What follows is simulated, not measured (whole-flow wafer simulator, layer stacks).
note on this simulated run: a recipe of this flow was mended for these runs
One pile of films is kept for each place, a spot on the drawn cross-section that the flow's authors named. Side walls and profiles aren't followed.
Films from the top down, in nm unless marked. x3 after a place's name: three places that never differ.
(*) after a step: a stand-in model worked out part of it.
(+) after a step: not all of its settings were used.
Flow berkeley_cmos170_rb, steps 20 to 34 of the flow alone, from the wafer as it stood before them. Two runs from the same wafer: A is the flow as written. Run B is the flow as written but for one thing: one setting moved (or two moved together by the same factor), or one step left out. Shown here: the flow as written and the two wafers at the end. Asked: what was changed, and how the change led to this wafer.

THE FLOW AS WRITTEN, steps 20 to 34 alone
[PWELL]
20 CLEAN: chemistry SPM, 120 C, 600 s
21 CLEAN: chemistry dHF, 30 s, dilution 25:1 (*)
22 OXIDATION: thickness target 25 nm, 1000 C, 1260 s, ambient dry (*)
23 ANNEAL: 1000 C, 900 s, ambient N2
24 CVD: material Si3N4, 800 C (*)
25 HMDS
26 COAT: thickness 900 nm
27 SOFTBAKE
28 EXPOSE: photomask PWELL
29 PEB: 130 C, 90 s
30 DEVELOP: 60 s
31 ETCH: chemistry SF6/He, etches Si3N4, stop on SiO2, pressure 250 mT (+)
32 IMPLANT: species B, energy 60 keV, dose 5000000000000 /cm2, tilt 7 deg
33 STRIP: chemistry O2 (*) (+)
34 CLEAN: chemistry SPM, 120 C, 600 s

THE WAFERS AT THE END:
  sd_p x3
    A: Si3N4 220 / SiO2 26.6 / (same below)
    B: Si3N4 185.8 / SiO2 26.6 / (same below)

The cause: step 24, CVD: 788 C was run, where the flow has 800 C.

How the change led to this, step by step:
  24 CVD: material Si3N4, 800 C (*)
      field x6, sd_p x3: A Si3N4 +220 (new film) | B Si3N4 +185.8 (new film)
  31 ETCH: chemistry SF6/He, etches Si3N4, stop on SiO2, pressure 250 mT (+)
      field x6: A Si3N4 -220 (all of it), SiO2 -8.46 | B Si3N4 -185.8 (all of it), SiO2 -8.46
      sd_p x3: A KrF-resist -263 | B KrF-resist -225.9
  33 STRIP: chemistry O2 (*) (+)
      sd_p x3: A KrF-resist -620 (all of it) | B KrF-resist -657.2 (all of it)
